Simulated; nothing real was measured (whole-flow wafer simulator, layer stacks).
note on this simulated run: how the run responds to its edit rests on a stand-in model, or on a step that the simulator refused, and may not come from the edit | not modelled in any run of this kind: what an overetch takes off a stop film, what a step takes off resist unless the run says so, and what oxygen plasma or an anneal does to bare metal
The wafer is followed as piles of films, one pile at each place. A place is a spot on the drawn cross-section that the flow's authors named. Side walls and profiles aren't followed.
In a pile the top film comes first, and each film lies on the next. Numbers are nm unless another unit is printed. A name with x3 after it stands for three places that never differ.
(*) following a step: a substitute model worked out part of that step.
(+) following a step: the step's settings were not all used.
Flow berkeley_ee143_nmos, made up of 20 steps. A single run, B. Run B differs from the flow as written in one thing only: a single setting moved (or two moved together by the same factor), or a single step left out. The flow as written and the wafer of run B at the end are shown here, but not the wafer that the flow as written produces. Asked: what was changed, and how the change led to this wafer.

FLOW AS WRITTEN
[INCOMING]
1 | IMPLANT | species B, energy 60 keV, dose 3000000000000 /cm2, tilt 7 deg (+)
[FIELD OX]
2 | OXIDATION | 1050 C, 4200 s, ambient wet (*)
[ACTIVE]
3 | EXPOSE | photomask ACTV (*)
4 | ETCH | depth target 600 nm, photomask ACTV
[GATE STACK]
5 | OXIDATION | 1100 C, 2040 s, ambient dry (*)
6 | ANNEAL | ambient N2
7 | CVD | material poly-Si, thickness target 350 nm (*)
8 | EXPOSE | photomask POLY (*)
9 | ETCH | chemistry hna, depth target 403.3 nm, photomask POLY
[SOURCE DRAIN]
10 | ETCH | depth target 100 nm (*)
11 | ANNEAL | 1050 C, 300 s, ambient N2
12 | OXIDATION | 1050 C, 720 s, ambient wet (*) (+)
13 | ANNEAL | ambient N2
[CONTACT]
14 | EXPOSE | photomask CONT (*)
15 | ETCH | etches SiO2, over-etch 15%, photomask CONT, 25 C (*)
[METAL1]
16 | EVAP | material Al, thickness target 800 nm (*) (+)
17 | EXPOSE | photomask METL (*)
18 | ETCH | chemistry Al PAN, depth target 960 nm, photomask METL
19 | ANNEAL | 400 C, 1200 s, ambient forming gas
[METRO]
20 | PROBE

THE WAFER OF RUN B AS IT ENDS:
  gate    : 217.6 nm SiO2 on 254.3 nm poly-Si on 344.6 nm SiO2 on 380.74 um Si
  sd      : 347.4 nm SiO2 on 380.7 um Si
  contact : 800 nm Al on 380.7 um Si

The reason: step 4, ETCH: depth target 240 nm was run, whereas the flow has depth target 600 nm.

How this came from the change, step by step:
  4 | ETCH | depth target 600 nm, photomask ACTV
      gate, sd, contact: SiO2 loses 240 (in the flow as written it would be: SiO2 loses 566.4 (all of it))
  5 | OXIDATION | 1100 C, 2040 s, ambient dry (*)
      gate, sd, contact: SiO2 gains 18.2, Si loses 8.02 (in the flow as written it would be: SiO2 gains 79.7 (new film), Si loses 35.1)
  10 | ETCH | depth target 100 nm (*)
      sd, contact: SiO2 loses 100 (in the flow as written it would be: SiO2 loses 79.7 (all of it))
  12 | OXIDATION | 1050 C, 720 s, ambient wet (*) (+)
      sd, contact: SiO2 gains 102.9, Si loses 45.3 (in the flow as written it would be: SiO2 gains 189.4 (new film), Si loses 83.4)
  15 | ETCH | etches SiO2, over-etch 15%, photomask CONT, 25 C (*)
      contact: SiO2 loses 347.4 (all of it) (in the flow as written it would be: SiO2 loses 189.4 (all of it))
